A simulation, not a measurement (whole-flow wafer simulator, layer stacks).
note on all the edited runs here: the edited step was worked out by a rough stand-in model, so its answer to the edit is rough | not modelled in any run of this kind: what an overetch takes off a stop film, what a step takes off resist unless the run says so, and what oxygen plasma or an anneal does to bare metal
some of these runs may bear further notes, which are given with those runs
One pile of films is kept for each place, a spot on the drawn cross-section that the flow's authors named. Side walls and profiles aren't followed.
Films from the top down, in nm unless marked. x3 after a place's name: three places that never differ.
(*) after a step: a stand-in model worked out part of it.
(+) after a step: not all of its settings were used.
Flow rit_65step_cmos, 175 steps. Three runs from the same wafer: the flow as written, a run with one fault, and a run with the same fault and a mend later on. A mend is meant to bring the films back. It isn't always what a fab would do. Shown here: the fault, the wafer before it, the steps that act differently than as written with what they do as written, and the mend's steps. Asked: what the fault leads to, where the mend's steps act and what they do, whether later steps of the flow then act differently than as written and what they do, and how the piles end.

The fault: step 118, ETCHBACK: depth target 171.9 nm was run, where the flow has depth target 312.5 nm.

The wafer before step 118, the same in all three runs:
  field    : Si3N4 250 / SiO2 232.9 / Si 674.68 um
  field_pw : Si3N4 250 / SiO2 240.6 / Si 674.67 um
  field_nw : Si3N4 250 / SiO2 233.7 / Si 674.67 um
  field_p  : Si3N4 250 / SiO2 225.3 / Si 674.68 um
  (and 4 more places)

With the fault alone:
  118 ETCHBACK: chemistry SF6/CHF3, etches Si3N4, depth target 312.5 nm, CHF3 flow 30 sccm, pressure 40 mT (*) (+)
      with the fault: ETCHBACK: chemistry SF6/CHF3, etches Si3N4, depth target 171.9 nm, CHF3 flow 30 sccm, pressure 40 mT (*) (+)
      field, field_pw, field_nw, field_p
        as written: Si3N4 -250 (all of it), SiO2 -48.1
        with the fault: Si3N4 -171.9
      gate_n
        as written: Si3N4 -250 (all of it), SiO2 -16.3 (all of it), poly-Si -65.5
        with the fault: Si3N4 -171.9
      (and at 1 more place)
  Later steps of the flow that act differently than as written (4 more steps differ only slightly, by at most 2% or 0.5 nm, whichever is larger, and aren't shown):
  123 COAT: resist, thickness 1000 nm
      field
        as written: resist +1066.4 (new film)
        with the fault: resist +1044.1 (new film)
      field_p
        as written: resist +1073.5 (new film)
        with the fault: resist +1051.2 (new film)
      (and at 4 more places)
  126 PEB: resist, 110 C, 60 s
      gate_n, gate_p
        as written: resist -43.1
        with the fault: resist -40.1
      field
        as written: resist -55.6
        with the fault: resist -54.3
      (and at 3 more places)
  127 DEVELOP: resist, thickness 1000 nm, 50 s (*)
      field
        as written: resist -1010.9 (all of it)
        with the fault: resist -989.9 (all of it)
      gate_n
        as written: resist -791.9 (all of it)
        with the fault: resist -739.2 (all of it)
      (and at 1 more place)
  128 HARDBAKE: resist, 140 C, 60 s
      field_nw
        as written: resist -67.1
        with the fault: resist -65.7
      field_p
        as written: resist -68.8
        with the fault: resist -67.2
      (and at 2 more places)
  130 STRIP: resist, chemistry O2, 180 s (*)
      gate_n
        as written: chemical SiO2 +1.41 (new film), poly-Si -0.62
        with the fault: nothing
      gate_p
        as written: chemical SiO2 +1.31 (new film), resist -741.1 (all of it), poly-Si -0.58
        with the fault: resist -691.6 (all of it)
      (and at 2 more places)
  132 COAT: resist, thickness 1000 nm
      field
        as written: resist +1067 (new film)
        with the fault: resist +1044.1 (new film)
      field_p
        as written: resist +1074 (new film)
        with the fault: resist +1051.2 (new film)
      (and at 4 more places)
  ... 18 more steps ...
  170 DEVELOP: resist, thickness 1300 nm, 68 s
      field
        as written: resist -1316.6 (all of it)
        with the fault: resist -1271.6 (all of it)
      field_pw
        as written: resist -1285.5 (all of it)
        with the fault: resist -1259.5 (all of it)
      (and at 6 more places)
  At the end the piles differ from the flow's by more than 2% or 0.5 nm, whichever is larger, at field, field_pw, field_nw, field_p, gate_n, gate_p, spacer, spacer_p.
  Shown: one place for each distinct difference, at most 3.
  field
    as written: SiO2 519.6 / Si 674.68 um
    with the fault: SiO2 363.4 / Si3N4 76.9 / SiO2 232.9 / Si 674.68 um
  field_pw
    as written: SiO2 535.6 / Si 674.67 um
    with the fault: SiO2 363.4 / Si3N4 76.9 / SiO2 240.6 / Si 674.67 um
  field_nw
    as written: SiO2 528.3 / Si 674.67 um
    with the fault: SiO2 363.4 / Si3N4 76.9 / SiO2 233.7 / Si 674.67 um

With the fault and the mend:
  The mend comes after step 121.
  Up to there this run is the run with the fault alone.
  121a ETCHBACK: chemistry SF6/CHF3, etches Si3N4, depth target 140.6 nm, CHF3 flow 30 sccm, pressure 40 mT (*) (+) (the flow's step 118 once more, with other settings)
      field, field_pw, field_nw, field_p
        Si3N4 -78.1 (all of it), SiO2 -48.1
      active_n, sd_n, contact, m1
        Si3N4 -78.1 (all of it), SiO2 -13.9 (all of it)
      active_p, sd_p
        Si3N4 -78.1 (all of it), SiO2 -13.4 (all of it)
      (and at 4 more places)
  No later step of the flow acts differently than as written at any place that is followed.
  At the end the piles are the same as the flow's at every place that both follow.
